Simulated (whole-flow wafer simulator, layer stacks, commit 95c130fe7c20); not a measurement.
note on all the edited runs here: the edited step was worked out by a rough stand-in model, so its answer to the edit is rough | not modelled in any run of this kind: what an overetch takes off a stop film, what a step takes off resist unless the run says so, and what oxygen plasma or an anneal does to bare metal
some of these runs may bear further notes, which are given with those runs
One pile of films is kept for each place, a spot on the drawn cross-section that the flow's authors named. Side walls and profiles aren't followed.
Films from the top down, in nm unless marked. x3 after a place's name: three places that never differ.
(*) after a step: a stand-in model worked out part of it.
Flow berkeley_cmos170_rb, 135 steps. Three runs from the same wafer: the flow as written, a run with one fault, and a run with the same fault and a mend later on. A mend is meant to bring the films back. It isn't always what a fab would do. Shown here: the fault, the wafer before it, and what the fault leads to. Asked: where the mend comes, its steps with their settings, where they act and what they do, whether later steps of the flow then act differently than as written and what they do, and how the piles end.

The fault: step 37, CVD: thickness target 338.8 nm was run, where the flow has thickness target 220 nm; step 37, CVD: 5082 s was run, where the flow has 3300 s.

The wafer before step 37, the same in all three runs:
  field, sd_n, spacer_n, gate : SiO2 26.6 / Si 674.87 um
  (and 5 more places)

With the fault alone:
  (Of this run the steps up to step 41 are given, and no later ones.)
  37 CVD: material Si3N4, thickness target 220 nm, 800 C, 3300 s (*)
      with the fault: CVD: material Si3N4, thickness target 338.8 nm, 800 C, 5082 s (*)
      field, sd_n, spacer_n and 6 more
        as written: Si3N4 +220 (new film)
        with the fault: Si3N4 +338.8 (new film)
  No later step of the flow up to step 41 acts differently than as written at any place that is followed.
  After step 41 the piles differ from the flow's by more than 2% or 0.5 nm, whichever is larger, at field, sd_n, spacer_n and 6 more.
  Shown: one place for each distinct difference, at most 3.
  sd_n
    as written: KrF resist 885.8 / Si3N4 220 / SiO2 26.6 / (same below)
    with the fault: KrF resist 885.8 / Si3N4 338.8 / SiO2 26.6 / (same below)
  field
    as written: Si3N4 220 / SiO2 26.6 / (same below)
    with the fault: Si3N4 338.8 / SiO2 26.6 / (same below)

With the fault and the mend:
  The mend comes after step 37.
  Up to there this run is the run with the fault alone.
  37a ETCH: chemistry h3po4, depth target 118.8 nm (the flow's step 30 once more, with other settings)
      field, sd_n, spacer_n and 6 more
        Si3N4 -118.8
  No later step of the flow acts differently than as written at any place that is followed.
  At the end the piles are the same as the flow's at every place that both follow.
